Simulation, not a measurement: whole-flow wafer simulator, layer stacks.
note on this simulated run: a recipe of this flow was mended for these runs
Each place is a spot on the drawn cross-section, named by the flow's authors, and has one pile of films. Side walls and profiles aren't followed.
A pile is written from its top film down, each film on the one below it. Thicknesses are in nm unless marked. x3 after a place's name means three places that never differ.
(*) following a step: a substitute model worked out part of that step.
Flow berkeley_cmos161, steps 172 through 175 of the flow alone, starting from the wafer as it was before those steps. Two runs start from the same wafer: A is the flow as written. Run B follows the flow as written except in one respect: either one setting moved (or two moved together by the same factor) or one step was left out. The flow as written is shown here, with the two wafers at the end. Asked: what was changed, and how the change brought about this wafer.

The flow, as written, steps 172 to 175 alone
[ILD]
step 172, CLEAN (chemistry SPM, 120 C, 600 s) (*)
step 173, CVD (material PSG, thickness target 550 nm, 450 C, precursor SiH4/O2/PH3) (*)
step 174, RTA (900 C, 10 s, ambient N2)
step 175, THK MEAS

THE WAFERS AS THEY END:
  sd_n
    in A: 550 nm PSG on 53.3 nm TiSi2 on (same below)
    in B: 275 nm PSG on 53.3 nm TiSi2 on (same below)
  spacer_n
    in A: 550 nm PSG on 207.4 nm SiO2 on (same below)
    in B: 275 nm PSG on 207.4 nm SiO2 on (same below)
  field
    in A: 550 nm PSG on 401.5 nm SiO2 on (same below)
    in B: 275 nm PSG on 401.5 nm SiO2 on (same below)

The reason: step 173, CVD: thickness target 275 nm was run, while the flow as written has thickness target 550 nm.
One can read it off the wafer: sd_n has PSG 275, and step 173 as written asks for 550 nm.

How this came from the change, step by step:
  step 173, CVD (material PSG, thickness target 550 nm, 450 C, precursor SiH4/O2/PH3) (*)
      field, sd_n, spacer_n, gate_n, spacer_p, gate_p, contact x2: A +550 PSG (new film) | B +275 PSG (new film)
      sd_p: A +522.4 PSG (new film) | B +263 PSG (new film)
